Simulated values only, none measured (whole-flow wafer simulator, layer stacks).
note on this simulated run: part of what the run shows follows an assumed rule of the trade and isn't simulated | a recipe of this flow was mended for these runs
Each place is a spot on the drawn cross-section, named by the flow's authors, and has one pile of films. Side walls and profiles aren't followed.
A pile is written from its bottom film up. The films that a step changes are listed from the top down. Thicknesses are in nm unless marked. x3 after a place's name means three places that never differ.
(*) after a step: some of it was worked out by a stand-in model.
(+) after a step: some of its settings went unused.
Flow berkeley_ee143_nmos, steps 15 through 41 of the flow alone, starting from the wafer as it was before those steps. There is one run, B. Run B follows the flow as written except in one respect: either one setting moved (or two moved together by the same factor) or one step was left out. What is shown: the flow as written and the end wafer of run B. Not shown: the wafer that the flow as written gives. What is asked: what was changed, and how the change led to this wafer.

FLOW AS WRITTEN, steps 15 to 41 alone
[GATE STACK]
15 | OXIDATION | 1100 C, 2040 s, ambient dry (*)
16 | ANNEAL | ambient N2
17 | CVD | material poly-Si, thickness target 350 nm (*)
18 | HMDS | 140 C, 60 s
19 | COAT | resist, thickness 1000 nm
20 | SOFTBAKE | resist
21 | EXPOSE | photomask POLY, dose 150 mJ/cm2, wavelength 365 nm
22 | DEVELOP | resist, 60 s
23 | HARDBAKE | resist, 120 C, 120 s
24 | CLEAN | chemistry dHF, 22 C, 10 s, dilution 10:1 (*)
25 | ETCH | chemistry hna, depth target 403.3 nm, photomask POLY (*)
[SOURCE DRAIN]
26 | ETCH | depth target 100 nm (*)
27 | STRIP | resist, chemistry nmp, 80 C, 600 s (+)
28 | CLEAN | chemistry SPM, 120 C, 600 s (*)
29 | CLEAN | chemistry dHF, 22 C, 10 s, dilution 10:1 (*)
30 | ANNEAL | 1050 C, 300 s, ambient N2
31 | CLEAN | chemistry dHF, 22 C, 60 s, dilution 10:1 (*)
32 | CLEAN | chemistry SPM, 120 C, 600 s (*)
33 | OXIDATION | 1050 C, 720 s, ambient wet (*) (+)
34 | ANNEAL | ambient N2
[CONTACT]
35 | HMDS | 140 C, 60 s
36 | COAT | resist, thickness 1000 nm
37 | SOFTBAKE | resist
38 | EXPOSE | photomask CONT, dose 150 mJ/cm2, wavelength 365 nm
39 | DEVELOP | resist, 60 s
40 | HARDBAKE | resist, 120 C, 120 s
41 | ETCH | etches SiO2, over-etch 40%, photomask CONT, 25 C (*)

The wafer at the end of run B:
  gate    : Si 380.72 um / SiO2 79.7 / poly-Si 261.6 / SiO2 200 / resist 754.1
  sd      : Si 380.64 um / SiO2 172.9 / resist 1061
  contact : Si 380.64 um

Cause: step 33, OXIDATION: 634 s was run, whereas the flow has 720 s.

How this came from the change, step by step:
  33 | OXIDATION | 1050 C, 720 s, ambient wet (*) (+)
      sd, contact: SiO2 gains 172.9 (new film), chemical SiO2 loses 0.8 (all of it), Si loses 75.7 (in the flow as written it would be: SiO2 gains 189.4 (new film), chemical SiO2 loses 0.8 (all of it), Si loses 83)
      gate: SiO2 gains 200 (new film), chemical SiO2 loses 0.8 (all of it), poly-Si loses 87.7 (in the flow as written it would be: SiO2 gains 217.6 (new film), chemical SiO2 loses 0.8 (all of it), poly-Si loses 95.4)
      (also at 1 further place)
  41 | ETCH | etches SiO2, over-etch 40%, photomask CONT, 25 C (*)
      contact: SiO2 loses 172.9 (all of it) (in the flow as written it would be: SiO2 loses 189.4 (all of it))
